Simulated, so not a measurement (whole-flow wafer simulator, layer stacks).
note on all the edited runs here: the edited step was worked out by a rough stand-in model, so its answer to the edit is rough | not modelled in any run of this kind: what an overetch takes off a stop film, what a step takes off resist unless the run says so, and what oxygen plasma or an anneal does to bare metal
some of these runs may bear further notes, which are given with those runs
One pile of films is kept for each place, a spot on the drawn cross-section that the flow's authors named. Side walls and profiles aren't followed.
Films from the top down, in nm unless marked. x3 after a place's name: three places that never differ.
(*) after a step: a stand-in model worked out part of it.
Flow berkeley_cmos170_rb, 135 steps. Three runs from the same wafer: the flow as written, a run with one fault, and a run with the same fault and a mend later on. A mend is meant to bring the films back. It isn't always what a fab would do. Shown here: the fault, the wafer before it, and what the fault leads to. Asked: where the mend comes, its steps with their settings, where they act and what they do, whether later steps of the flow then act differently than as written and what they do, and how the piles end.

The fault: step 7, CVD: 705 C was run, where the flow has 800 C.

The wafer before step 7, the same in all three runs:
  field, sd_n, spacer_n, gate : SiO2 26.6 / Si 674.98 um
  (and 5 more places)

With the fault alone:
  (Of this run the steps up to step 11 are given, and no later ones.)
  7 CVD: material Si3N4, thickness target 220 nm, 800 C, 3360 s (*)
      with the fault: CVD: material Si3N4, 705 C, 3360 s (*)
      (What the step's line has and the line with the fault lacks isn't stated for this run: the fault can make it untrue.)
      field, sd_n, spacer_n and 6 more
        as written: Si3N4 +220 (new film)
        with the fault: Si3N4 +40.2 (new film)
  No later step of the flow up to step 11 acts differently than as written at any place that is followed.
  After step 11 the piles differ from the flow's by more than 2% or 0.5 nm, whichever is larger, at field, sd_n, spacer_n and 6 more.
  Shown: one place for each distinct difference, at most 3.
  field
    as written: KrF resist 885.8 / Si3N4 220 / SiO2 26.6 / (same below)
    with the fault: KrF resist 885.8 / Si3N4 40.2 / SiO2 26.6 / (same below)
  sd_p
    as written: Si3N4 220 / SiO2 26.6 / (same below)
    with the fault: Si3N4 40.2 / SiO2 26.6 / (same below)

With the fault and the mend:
  The mend comes after step 7.
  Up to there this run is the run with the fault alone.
  7a CVD: material Si3N4, thickness target 179.8 nm, 800 C, 2746 s (*) (the flow's step 7 once more, with other settings)
      field, sd_n, spacer_n and 6 more
        Si3N4 +179.8
  No later step of the flow acts differently than as written at any place that is followed.
  At the end the piles are the same as the flow's at every place that both follow.
